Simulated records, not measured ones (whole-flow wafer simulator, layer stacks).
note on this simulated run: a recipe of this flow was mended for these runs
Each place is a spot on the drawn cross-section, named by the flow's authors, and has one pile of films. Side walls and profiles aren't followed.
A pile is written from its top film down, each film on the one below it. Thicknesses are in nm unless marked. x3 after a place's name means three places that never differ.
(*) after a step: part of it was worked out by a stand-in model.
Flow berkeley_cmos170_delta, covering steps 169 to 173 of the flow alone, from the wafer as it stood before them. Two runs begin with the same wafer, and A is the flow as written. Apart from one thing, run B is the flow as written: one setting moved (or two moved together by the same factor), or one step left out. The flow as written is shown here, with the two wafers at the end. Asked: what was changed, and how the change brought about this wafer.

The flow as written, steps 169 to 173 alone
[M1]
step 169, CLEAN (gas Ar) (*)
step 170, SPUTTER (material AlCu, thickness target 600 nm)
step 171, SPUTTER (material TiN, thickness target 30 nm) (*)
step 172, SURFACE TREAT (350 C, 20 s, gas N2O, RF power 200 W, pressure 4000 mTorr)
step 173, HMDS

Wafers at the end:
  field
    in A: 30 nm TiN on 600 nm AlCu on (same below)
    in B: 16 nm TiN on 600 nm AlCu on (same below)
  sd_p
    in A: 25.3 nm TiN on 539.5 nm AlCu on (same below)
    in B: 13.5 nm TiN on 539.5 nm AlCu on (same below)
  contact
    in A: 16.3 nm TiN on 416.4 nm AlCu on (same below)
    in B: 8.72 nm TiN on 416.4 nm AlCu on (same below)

What caused this: step 171, SPUTTER: thickness target 16 nm was run, though the flow has thickness target 30 nm.
One can read it off the wafer: field has TiN 16, and step 171 as written asks for 30 nm.

How this came from the change, step by step:
  step 171, SPUTTER (material TiN, thickness target 30 nm) (*)
      field, sd_n, spacer_n, gate, spacer_p, gate_p, m1: A TiN gains 30 (new film) | B TiN gains 16 (new film)
      sd_p: A TiN gains 25.3 (new film) | B TiN gains 13.5 (new film)
      (and at 1 other place as well)
